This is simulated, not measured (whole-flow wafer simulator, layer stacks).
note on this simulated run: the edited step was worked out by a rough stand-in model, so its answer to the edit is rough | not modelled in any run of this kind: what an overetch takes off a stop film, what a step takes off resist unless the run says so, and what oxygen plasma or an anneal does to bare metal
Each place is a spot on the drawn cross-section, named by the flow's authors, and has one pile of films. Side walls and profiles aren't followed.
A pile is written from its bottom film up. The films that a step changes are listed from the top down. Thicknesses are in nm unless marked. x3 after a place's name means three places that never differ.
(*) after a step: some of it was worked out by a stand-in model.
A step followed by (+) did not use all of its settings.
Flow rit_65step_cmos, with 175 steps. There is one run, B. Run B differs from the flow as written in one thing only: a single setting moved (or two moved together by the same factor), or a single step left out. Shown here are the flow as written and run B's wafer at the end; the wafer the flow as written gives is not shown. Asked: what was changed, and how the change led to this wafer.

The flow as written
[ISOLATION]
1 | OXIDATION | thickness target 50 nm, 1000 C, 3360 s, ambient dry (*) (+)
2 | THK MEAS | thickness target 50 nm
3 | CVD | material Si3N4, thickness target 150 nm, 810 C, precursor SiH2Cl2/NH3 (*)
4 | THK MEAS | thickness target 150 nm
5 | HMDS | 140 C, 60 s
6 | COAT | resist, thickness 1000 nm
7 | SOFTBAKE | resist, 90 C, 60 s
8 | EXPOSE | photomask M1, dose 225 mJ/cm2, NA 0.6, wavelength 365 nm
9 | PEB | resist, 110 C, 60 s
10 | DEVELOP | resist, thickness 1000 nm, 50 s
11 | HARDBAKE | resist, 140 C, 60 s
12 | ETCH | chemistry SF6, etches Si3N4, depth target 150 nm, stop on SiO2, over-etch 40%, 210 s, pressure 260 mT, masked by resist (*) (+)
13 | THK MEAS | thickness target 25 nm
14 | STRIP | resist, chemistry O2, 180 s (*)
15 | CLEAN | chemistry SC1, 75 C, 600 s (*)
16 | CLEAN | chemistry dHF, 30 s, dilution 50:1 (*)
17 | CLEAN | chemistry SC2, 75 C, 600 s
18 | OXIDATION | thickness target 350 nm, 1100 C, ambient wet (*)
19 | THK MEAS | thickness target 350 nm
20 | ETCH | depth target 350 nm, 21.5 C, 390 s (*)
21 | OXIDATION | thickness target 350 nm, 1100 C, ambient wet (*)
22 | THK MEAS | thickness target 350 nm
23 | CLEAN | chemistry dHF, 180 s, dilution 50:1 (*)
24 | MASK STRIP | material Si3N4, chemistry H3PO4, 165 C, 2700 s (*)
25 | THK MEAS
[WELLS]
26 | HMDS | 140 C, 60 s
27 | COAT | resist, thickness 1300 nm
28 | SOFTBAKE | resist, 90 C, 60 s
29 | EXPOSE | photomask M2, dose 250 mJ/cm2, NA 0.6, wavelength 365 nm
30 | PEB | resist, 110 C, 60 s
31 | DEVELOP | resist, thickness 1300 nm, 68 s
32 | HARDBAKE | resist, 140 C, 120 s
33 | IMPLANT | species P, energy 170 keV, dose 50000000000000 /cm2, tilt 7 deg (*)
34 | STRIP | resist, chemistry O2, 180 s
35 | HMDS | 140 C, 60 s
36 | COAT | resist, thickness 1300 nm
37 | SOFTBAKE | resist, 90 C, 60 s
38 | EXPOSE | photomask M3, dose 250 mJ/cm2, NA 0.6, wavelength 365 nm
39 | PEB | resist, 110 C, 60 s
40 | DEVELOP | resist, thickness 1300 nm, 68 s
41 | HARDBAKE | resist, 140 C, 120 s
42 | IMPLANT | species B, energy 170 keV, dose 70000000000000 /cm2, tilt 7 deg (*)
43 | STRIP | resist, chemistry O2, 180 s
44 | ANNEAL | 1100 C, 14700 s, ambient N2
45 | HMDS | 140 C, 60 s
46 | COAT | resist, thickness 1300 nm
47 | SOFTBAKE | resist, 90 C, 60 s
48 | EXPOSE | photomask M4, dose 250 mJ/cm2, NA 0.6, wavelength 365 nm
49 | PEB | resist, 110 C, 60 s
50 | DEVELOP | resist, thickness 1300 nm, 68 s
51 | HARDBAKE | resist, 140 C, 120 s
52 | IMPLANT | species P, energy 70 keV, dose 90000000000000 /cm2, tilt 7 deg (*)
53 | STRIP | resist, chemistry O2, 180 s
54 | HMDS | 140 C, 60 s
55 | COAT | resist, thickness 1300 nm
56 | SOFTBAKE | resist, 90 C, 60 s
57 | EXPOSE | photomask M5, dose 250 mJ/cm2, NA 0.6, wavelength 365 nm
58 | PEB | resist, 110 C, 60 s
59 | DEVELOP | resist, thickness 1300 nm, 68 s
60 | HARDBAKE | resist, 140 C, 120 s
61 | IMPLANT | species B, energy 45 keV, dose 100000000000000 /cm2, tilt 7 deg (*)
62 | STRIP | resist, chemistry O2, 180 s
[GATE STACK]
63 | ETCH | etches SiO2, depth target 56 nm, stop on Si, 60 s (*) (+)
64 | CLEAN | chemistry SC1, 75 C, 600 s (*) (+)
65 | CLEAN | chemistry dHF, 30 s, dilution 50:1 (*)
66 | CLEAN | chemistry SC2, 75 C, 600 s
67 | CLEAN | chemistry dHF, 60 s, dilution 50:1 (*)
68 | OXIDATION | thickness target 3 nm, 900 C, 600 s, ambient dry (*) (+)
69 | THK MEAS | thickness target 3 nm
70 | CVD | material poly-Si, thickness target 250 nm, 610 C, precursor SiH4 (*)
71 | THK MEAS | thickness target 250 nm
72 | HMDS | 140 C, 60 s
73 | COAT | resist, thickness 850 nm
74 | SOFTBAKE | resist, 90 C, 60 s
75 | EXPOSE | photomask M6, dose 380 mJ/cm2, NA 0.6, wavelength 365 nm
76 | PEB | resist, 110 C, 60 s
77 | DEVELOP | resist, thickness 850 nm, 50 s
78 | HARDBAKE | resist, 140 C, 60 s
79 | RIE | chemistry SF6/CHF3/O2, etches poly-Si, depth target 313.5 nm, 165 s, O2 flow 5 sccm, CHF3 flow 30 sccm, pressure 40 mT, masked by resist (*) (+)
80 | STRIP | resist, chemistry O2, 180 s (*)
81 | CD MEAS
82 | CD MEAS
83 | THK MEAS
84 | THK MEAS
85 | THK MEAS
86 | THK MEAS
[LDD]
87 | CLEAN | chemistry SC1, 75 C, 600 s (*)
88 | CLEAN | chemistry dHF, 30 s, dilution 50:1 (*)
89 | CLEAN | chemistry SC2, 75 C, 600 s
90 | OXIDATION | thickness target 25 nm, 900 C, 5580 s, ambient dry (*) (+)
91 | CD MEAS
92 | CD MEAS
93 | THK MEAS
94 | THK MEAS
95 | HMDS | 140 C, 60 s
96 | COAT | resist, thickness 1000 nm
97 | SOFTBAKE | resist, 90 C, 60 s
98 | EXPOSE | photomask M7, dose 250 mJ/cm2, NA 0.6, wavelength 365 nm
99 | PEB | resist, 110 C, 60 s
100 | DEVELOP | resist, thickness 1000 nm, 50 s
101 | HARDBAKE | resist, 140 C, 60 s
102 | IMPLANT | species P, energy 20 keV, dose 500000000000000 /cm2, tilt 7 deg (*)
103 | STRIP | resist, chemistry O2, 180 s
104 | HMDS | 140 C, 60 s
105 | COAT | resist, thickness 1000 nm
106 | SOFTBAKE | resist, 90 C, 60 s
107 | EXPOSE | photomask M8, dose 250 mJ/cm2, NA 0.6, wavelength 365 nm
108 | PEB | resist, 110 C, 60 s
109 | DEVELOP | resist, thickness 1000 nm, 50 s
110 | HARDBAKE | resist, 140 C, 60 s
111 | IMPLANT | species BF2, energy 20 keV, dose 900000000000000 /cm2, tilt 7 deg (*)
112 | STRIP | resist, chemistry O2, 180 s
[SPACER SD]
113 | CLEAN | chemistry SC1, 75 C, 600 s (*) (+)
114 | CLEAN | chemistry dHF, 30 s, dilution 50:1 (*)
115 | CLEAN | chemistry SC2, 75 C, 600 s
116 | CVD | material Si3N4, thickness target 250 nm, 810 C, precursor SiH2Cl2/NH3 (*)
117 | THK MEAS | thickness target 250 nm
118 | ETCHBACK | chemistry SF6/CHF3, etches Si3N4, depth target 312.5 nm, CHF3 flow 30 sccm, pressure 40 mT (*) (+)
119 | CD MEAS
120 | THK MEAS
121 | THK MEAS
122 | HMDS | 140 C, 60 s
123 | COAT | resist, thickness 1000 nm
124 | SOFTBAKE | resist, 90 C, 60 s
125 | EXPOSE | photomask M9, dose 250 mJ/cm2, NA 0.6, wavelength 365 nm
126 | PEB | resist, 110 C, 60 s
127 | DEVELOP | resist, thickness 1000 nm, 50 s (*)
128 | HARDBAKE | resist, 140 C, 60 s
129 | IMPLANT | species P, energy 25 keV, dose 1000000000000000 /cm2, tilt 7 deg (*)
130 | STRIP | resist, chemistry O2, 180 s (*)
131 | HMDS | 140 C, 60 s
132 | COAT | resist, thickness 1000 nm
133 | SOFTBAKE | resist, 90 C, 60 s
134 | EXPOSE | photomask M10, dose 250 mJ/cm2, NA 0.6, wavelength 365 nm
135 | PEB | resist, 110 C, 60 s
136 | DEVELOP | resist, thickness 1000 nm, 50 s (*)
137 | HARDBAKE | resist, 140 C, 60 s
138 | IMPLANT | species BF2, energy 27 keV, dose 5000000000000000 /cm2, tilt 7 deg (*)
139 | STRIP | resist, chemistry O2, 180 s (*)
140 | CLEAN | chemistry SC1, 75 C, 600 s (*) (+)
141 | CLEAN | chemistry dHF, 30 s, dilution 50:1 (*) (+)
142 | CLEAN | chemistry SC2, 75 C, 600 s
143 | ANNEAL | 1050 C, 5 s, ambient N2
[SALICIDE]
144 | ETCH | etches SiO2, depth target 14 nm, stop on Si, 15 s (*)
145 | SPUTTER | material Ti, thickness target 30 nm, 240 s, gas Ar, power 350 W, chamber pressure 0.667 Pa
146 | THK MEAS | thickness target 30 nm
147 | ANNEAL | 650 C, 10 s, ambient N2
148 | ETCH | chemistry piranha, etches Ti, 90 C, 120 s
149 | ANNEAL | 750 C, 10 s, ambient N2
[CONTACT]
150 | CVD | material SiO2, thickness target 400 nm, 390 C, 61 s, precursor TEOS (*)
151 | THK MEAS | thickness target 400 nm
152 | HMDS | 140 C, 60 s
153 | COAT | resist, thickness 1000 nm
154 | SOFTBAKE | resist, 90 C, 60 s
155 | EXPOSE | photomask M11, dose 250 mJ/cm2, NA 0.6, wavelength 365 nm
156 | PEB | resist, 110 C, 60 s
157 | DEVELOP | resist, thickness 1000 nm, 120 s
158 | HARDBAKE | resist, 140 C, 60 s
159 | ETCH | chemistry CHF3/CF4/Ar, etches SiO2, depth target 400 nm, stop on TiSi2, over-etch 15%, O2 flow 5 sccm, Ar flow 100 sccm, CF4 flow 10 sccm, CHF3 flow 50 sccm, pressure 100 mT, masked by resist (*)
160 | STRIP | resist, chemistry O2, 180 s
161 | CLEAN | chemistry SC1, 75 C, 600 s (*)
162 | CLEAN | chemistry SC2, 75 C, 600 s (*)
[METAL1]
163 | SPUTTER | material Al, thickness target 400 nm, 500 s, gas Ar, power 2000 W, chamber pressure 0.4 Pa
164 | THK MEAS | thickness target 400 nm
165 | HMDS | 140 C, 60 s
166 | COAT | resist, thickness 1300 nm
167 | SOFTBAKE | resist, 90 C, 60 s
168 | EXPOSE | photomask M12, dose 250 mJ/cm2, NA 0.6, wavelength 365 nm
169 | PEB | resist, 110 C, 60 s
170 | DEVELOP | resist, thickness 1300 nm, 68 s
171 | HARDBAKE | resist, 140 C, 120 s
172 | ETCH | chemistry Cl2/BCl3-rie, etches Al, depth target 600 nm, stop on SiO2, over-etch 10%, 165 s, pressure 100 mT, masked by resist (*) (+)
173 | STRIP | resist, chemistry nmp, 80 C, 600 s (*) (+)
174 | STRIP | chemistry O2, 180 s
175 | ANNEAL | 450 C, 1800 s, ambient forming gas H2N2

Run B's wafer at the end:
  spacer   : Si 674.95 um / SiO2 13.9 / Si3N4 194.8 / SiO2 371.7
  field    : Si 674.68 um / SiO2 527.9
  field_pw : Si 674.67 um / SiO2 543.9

Cause: step 172, ETCH: depth target 540 nm was run, though the flow has depth target 600 nm.

How this came from the change, step by step:
  172 | ETCH | chemistry Cl2/BCl3-rie, etches Al, depth target 600 nm, stop on SiO2, over-etch 10%, 165 s, pressure 100 mT, masked by resist (*) (+)
      field, field_pw, field_p, spacer, spacer_p: -400 Al (all of it), -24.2 SiO2 (in the flow as written it would be: -400 Al (all of it), -32.5 SiO2)
      gate_n, gate_p: -396 Al (all of it), -24.8 SiO2 (in the flow as written it would be: -396 Al (all of it), -33 SiO2)
      (as well as at 1 more place)
